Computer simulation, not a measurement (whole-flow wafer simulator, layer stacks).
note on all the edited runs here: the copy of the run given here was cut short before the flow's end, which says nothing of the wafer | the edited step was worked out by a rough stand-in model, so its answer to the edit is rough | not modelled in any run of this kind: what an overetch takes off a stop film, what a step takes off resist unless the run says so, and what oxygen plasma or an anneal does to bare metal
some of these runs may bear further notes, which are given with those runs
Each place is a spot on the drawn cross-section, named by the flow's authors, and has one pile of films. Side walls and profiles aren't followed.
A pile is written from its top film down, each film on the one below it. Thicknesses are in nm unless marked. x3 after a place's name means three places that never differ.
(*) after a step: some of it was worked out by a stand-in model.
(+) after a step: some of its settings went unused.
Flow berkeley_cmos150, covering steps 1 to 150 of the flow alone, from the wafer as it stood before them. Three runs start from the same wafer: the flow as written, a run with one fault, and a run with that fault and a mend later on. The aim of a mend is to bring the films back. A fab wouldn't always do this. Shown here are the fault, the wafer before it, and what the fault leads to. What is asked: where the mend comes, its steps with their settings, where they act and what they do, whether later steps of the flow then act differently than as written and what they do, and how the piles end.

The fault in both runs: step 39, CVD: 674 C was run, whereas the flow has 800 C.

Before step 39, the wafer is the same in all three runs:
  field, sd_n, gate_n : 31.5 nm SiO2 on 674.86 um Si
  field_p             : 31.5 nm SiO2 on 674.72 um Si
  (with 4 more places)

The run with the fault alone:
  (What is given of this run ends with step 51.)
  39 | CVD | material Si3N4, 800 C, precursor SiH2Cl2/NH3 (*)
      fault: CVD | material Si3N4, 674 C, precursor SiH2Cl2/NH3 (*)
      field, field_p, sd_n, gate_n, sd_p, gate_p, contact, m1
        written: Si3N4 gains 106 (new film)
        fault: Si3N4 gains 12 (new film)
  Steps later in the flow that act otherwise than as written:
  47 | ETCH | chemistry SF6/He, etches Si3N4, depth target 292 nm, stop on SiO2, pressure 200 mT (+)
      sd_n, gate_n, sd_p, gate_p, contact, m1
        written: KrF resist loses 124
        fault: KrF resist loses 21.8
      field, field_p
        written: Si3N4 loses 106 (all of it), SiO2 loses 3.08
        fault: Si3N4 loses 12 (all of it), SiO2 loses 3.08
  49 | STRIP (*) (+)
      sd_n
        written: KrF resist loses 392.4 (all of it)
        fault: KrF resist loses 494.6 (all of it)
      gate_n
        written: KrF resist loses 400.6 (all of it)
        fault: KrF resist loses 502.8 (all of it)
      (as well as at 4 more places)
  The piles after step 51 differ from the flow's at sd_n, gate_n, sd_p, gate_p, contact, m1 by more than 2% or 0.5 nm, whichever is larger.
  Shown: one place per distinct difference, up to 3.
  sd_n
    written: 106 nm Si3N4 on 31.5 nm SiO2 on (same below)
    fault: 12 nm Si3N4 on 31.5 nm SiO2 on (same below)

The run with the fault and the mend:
  The mend follows step 46.
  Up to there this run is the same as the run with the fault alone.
  46a | STRIP (*) (+)
      sd_n
        KrF resist loses 516.3 (all of it)
      gate_n
        KrF resist loses 524.6 (all of it)
      sd_p
        KrF resist loses 566.8 (all of it)
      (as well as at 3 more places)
  46b | CLEAN | chemistry SPM
      alters no film at any place that is followed
  46c | CVD | material Si3N4, 800 C, precursor SiH2Cl2/NH3 (*) (the flow's step 39 again, with other settings that aren't printed)
      field, field_p, sd_n, gate_n, sd_p, gate_p, contact, m1
        Si3N4 gains 94
  46d | HMDS (the flow's step 40 again)
      alters no film at any place that is followed
  46e | COAT | KrF resist, thickness 650 nm (*) (the flow's step 41 again)
      field
        KrF resist gains 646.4 (new film)
      field_p
        KrF resist gains 715.2 (new film)
      sd_n
        KrF resist gains 633.7 (new film)
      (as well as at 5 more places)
  46f | SOFTBAKE | KrF resist (the flow's step 42 again)
      alters no film at any place that is followed
  46g | EXPOSE | photomask ACTIVE, dose 19.46 mJ/cm2, NA 0.5, wavelength 248 nm (*) (the flow's step 43 again)
      alters no film at any place that is followed
  46h | PEB | KrF resist, 130 C, 60 s (the flow's step 44 again)
      gate_n, contact, m1
        KrF resist loses 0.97
      field
        KrF resist loses 0.98
      field_p
        KrF resist loses 1.1
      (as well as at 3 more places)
  46i | DEVELOP | KrF resist, thickness 650 nm, developer developer-D-0.26N (the flow's step 45 again)
      sd_n, gate_n, sd_p, gate_p, contact, m1
        KrF resist loses 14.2
      field
        KrF resist loses 645.4 (all of it)
      field_p
        KrF resist loses 714.1 (all of it)
  46j | HARDBAKE | 140 C, 30 s (the flow's step 46 again)
      sd_n
        KrF resist loses 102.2
      gate_n
        KrF resist loses 103.8
      sd_p
        KrF resist loses 112.2
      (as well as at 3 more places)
  Later steps of the flow that are run all act as written at every place that is followed, up to a difference of at most 2% or 0.5 nm, whichever is larger.
  The piles end the same as the flow's at every place that both follow.
